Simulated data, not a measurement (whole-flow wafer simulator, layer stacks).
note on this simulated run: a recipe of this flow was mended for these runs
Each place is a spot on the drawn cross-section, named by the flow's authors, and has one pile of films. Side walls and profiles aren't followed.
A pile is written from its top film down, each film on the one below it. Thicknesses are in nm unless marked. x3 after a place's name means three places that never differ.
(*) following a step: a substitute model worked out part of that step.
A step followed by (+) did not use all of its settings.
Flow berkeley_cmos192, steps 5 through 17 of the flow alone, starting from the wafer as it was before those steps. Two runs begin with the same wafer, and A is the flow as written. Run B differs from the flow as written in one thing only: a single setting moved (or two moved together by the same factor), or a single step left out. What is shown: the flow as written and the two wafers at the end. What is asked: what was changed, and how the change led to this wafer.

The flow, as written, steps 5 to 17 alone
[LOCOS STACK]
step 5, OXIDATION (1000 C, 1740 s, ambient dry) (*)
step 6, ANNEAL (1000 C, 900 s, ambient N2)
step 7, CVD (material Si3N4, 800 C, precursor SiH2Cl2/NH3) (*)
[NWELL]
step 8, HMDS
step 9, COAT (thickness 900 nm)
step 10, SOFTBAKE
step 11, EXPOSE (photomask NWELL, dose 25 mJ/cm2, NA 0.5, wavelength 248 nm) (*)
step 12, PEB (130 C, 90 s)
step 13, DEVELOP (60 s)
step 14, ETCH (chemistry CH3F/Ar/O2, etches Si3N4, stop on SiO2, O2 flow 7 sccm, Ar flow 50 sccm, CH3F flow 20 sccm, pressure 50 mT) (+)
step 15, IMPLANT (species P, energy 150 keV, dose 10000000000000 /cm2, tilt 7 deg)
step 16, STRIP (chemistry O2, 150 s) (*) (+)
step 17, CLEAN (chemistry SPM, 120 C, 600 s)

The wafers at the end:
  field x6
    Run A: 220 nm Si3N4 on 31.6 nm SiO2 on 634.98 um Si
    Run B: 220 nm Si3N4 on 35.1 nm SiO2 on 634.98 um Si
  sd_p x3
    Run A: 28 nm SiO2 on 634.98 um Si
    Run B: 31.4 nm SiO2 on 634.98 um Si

The reason: step 5, OXIDATION: 2088 s was run, though the flow has 1740 s.

The path from the change to this, step by step:
  step 5, OXIDATION (1000 C, 1740 s, ambient dry) (*)
      field x6, sd_p x3: A +31.6 SiO2 (new film), -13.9 Si | B +35.1 SiO2 (new film), -15.4 Si
